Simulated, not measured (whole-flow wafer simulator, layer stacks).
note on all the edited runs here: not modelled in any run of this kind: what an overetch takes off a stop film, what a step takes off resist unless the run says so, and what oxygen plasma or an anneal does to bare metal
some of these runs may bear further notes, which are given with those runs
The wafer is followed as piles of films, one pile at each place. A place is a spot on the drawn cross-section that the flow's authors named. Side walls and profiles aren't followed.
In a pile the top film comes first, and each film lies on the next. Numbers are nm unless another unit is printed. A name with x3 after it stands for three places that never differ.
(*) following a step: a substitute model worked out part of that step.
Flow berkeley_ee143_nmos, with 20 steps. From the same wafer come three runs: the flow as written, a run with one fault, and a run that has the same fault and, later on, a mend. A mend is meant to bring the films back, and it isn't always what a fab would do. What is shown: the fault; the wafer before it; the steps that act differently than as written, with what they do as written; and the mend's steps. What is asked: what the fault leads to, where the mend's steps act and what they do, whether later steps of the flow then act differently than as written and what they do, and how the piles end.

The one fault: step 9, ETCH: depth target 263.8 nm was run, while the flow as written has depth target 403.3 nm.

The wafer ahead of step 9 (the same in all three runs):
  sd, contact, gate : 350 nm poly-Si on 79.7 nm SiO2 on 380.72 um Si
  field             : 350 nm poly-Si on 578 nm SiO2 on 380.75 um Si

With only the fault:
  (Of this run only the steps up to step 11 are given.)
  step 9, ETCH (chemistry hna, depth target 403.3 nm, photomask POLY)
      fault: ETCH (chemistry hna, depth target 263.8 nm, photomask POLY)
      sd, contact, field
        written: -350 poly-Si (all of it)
        fault: -263.8 poly-Si
  Steps later in the flow that act otherwise than as written:
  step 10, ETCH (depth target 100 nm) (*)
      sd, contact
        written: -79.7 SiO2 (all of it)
        fault: nothing
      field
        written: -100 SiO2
        fault: nothing
  The piles after step 11 differ from the flow's at sd, contact, field by more than 2% or 0.5 nm, whichever is larger.
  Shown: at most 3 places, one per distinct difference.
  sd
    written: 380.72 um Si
    fault: 86.2 nm poly-Si on 79.7 nm SiO2 on 380.72 um Si
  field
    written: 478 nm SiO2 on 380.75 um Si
    fault: 86.2 nm poly-Si on 578 nm SiO2 on 380.75 um Si

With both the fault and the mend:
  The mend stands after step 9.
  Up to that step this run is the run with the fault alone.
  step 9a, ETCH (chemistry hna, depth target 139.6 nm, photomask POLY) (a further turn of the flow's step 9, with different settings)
      sd, contact, field
        -86.2 poly-Si (all of it)
  None of the later steps of the flow acts differently than as written at any place that is followed.
  By the end, the piles equal the flow's at every place that both follow.
